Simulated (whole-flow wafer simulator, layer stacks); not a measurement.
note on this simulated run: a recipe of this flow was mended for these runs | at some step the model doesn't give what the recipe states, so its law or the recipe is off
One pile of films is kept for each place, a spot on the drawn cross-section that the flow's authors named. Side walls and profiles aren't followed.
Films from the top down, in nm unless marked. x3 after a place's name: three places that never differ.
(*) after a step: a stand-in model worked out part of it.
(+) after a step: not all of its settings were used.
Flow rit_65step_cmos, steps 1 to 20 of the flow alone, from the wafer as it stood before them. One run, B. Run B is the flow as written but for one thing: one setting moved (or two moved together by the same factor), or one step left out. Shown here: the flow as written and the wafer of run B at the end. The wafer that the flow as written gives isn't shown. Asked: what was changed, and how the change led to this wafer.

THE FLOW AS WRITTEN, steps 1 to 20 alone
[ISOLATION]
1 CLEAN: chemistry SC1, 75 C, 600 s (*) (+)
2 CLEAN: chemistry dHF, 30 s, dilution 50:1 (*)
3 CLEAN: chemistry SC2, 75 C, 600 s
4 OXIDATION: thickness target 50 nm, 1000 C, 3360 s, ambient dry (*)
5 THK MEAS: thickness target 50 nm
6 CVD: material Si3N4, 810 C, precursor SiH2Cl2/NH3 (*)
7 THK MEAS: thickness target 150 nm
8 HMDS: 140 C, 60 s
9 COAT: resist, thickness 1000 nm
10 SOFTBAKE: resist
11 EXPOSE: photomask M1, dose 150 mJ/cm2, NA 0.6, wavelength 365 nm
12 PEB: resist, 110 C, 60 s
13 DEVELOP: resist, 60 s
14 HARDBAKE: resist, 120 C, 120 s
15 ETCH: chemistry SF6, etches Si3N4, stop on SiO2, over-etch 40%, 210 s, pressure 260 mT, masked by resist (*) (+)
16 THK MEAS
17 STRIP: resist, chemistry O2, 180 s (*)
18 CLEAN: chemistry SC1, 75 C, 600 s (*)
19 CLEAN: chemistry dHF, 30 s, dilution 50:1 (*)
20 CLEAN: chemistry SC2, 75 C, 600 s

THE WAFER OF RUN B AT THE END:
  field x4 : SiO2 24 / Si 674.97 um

The cause: step 18, CLEAN: 360 s was run, where the flow has 600 s.

How the change led to this, step by step:
  18 CLEAN: chemistry SC1, 75 C, 600 s (*)
      field x4: SiO2 -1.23 (as written it would be: SiO2 -2.05)
